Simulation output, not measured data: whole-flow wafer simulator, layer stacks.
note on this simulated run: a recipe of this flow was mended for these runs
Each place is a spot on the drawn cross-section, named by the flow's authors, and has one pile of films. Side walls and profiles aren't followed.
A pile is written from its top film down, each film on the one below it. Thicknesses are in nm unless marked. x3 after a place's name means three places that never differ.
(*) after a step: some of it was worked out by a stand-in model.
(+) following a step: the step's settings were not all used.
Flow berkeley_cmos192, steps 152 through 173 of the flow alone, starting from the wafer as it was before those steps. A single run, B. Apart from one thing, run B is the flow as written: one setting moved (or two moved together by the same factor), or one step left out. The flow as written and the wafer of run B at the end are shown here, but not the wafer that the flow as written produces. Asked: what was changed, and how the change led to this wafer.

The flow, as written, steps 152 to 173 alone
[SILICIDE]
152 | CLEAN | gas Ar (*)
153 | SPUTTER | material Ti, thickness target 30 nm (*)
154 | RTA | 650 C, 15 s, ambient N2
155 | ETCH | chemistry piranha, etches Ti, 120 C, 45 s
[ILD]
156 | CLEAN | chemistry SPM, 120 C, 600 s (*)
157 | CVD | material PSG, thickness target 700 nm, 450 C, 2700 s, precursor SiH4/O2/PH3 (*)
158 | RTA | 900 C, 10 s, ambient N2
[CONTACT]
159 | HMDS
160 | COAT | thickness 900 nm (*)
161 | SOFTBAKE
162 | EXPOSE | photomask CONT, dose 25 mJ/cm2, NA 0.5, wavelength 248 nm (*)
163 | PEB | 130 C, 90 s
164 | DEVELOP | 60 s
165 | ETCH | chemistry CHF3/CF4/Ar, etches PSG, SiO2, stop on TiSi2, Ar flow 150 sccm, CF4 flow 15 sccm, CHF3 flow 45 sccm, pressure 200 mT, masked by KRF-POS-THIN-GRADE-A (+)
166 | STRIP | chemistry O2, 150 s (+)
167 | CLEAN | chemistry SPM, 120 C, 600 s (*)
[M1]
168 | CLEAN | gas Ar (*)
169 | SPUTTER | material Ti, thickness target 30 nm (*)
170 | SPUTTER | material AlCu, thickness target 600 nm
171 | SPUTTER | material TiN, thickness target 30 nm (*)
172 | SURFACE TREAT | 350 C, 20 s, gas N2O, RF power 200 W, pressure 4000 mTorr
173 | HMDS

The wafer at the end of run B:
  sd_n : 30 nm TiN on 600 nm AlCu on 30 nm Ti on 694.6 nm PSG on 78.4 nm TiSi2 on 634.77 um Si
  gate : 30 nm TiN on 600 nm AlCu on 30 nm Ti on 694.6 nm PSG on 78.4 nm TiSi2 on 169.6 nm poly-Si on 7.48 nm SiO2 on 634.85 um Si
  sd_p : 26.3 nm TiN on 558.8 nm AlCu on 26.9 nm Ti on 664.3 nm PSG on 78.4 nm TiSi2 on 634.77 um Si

What caused this: step 153, SPUTTER: thickness target 48 nm was run, though the flow has thickness target 30 nm.

How this came from the change, step by step:
  153 | SPUTTER | material Ti, thickness target 30 nm (*)
      field, sd_n, spacer_n, gate, spacer_p, gate_p, contact, m1: Ti gains 48 (new film) (in the flow as written it would be: Ti gains 30 (new film))
      sd_p: Ti gains 45.2 (new film) (in the flow as written it would be: Ti gains 28.2 (new film))
  154 | RTA | 650 C, 15 s, ambient N2
      sd_n, contact, m1: Ti loses 32.8, TiSi first gains 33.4 (new film), TiSi2 C49 gains 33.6 (new film), Si loses 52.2 (in the flow as written it would be: Ti loses 23.4, TiSi first gains 6.2 (new film), TiSi2 C49 gains 50.3 (new film), Si loses 49)
      gate, gate_p: Ti loses 32.8, TiSi first gains 33.4 (new film), TiSi2 C49 gains 33.6 (new film), poly-Si loses 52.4 (in the flow as written it would be: Ti loses 23.4, TiSi first gains 6.2 (new film), TiSi2 C49 gains 50.3 (new film), poly-Si loses 49.2)
      (and at 1 other place as well)
  155 | ETCH | chemistry piranha, etches Ti, 120 C, 45 s
      sd_n, gate, gate_p, contact, m1: Ti loses 15.2 (all of it), TiSi first loses 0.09 (in the flow as written it would be: Ti loses 6.6 (all of it), TiSi first loses 0.1)
      field, spacer_n, spacer_p: Ti loses 48 (all of it) (in the flow as written it would be: Ti loses 30 (all of it))
      (and at 1 other place as well)
  158 | RTA | 900 C, 10 s, ambient N2
      sd_n, contact, m1: under 1 film: TiSi2 gains 78.4 (new film), TiSi first loses 33.3 (all of it), TiSi2 C49 loses 33.6 (all of it), Si loses 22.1 (in the flow as written it would be: under 1 film: TiSi2 gains 55.9 (new film), TiSi first loses 6.09 (all of it), TiSi2 C49 loses 50.3 (all of it), Si loses 4.05)
      gate, gate_p: under 1 film: TiSi2 gains 78.4 (new film), TiSi first loses 33.3 (all of it), TiSi2 C49 loses 33.6 (all of it), poly-Si loses 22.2 (in the flow as written it would be: under 1 film: TiSi2 gains 55.9 (new film), TiSi first loses 6.09 (all of it), TiSi2 C49 loses 50.3 (all of it), poly-Si loses 4.06)
      (and at 1 other place as well)
